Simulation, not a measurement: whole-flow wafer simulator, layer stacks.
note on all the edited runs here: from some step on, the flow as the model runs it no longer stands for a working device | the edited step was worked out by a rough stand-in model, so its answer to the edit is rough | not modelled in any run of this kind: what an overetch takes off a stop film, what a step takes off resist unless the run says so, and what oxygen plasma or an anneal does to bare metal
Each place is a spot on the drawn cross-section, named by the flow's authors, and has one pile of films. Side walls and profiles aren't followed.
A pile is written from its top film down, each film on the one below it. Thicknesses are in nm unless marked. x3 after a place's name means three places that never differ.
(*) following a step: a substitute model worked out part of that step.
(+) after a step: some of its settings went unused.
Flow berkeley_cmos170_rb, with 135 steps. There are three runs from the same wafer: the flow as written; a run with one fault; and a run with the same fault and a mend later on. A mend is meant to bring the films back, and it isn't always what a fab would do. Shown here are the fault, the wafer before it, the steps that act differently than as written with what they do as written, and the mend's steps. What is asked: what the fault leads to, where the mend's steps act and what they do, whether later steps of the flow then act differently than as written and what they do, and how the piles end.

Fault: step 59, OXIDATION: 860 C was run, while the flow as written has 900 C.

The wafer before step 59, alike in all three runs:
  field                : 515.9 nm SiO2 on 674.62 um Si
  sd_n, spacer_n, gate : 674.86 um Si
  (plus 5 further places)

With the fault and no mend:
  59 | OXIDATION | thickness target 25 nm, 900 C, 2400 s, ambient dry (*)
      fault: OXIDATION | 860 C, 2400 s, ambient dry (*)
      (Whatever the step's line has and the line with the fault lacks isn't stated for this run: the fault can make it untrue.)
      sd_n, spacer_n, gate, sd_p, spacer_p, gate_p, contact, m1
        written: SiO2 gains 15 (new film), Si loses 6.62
        fault: SiO2 gains 9.98 (new film), Si loses 4.39
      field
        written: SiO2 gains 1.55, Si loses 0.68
        fault: SiO2 gains 0.73, Si loses 0.32
  Later steps of the flow acting differently than as written (30 other steps are not shown; they differ only slightly, by no more than 2% or 0.5 nm, whichever is larger):
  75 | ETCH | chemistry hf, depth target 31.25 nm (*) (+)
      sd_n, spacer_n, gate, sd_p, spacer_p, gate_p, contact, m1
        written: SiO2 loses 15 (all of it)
        fault: SiO2 loses 9.98 (all of it)
  When the end is reached, the piles differ only a little from the flow's at the places that both follow, at most by 2% or 0.5 nm, whichever is larger.

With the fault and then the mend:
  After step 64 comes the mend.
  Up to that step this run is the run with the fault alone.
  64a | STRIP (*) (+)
      sd_p
        KrF resist loses 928 (all of it)
      spacer_p
        KrF resist loses 911.2 (all of it)
      gate_p
        KrF resist loses 910.3 (all of it)
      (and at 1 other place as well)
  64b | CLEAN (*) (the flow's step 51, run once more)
      alters no film at any place that is followed
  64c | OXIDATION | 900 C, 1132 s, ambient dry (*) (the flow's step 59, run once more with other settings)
      sd_n, spacer_n, gate, sd_p, spacer_p, gate_p, contact, m1
        SiO2 gains 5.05, Si loses 2.22
      field
        SiO2 gains 0.73, Si loses 0.32
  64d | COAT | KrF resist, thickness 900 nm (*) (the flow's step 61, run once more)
      field
        KrF resist gains 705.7 (new film)
      sd_n
        KrF resist gains 957.4 (new film)
      spacer_n
        KrF resist gains 924.9 (new film)
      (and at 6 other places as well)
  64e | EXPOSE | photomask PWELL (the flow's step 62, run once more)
      alters no film at any place that is followed
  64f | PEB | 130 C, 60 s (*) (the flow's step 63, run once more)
      alters no film at any place that is followed
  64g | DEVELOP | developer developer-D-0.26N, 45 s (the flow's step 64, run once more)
      sd_p, spacer_p, gate_p, m1
        KrF resist loses 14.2
      field
        KrF resist loses 705.7 (all of it)
      sd_n
        KrF resist loses 957.4 (all of it)
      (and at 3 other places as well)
  Later steps of the flow that are run all act as written at every place that is followed, up to a difference of at most 2% or 0.5 nm, whichever is larger.
  When the end is reached, the piles differ only a little from the flow's at the places that both follow, at most by 2% or 0.5 nm, whichever is larger.
